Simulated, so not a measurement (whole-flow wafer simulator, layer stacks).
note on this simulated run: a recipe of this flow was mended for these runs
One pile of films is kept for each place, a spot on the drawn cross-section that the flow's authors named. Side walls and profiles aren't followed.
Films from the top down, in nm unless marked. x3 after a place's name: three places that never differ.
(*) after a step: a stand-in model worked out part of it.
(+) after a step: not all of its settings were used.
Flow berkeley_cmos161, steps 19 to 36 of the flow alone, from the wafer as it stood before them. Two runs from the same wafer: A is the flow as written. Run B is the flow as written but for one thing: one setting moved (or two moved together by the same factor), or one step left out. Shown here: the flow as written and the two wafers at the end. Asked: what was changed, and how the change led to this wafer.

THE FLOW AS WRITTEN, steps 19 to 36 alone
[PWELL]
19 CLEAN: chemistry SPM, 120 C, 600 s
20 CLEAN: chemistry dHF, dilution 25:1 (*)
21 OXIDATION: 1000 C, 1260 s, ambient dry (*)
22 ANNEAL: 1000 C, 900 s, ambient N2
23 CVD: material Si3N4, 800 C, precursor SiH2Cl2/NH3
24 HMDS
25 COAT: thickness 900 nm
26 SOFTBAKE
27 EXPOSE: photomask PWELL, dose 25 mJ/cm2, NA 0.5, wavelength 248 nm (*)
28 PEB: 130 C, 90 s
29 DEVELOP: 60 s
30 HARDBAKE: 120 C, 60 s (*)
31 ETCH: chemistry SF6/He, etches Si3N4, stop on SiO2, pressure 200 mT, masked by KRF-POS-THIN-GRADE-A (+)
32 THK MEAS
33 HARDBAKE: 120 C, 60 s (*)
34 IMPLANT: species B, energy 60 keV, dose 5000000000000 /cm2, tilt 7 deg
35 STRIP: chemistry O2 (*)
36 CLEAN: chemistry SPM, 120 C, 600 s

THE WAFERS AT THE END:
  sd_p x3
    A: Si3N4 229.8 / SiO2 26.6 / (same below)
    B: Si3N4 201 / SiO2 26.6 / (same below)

The cause: step 23, CVD: 788 C was run, where the flow has 800 C.

How the change led to this, step by step:
  23 CVD: material Si3N4, 800 C, precursor SiH2Cl2/NH3
      field x6, sd_p x3: A Si3N4 +229.8 (new film) | B Si3N4 +201 (new film)
  31 ETCH: chemistry SF6/He, etches Si3N4, stop on SiO2, pressure 200 mT, masked by KRF-POS-THIN-GRADE-A (+)
      field x6: A Si3N4 -229.8 (all of it), SiO2 -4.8 | B Si3N4 -201 (all of it), SiO2 -4.8
      sd_p x3: A KrF-resist -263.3 | B KrF-resist -232
  35 STRIP: chemistry O2 (*)
      sd_p x3: A KrF-resist -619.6 (all of it) | B KrF-resist -650.9 (all of it)
